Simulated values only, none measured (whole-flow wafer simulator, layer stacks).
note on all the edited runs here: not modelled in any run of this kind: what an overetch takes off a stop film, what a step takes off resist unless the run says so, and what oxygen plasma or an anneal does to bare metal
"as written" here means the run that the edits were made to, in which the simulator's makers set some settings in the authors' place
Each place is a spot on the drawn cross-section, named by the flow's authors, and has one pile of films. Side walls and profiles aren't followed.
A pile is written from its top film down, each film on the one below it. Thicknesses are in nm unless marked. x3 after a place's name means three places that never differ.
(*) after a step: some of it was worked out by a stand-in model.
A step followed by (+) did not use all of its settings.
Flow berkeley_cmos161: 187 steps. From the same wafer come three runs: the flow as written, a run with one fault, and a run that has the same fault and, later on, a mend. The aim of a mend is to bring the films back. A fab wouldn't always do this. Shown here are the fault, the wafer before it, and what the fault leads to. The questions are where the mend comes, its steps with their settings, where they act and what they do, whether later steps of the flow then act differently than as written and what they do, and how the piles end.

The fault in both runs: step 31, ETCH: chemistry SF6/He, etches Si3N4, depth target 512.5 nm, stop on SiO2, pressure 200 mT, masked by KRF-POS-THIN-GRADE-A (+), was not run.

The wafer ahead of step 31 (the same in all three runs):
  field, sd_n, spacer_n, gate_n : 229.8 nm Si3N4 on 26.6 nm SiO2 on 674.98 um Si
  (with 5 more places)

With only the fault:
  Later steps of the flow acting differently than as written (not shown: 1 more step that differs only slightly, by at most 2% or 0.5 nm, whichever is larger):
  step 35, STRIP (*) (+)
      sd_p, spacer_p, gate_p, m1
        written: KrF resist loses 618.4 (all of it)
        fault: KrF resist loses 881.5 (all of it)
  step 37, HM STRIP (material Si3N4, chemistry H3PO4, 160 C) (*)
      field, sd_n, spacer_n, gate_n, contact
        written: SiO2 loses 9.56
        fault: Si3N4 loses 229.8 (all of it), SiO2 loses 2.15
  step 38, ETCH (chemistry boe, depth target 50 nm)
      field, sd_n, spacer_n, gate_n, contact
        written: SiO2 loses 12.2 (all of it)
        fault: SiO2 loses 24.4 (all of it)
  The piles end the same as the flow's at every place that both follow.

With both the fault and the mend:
  The mend follows step 32.
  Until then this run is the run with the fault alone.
  step 32a, ETCH (chemistry SF6/He, etches Si3N4, depth target 512.5 nm, stop on SiO2, pressure 200 mT, masked by KRF-POS-THIN-GRADE-A) (+)
      field, sd_n, spacer_n, gate_n, contact
        Si3N4 loses 229.8 (all of it), SiO2 loses 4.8
      sd_p, spacer_p, gate_p, m1
        KrF resist loses 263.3
  None of the later steps of the flow acts differently than as written at any place that is followed.
  The piles end the same as the flow's at every place that both follow.
